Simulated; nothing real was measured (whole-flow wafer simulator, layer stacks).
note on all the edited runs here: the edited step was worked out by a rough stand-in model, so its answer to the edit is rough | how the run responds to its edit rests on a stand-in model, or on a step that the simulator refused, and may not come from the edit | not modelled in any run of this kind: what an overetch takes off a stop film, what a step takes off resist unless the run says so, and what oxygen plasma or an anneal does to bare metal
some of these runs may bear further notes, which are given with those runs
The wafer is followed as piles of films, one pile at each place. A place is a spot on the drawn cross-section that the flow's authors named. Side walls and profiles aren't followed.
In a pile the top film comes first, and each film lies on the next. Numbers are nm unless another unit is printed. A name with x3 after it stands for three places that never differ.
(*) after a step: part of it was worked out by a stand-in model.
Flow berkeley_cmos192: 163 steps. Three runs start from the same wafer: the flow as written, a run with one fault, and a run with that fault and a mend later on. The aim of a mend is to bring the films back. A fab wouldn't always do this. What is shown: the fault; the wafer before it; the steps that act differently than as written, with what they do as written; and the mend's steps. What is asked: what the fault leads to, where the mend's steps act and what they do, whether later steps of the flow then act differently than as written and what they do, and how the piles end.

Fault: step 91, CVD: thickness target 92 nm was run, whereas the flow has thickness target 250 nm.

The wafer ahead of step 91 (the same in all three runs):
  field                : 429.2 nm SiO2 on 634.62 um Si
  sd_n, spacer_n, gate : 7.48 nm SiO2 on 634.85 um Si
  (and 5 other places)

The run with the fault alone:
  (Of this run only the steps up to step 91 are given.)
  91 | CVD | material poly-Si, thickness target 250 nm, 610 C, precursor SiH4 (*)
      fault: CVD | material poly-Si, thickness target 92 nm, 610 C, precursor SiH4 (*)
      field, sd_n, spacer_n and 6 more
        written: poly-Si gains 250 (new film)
        fault: poly-Si gains 92 (new film)
  The piles after step 91 differ from the flow's at field, sd_n, spacer_n and 6 more by more than 2% or 0.5 nm, whichever is larger.
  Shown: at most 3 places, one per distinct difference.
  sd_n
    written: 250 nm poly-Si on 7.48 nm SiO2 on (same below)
    fault: 92 nm poly-Si on 7.48 nm SiO2 on (same below)
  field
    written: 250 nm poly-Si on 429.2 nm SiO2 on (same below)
    fault: 92 nm poly-Si on 429.2 nm SiO2 on (same below)

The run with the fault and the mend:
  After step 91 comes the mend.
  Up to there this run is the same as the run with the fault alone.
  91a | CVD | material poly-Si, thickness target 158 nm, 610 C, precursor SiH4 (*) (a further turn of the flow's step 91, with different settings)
      field, sd_n, spacer_n and 6 more
        poly-Si gains 158
  None of the later steps of the flow differs from how it acts as written, at any place that is followed, by more than 2% or 0.5 nm, whichever is larger.
  The piles end the same as the flow's at every place that both follow.
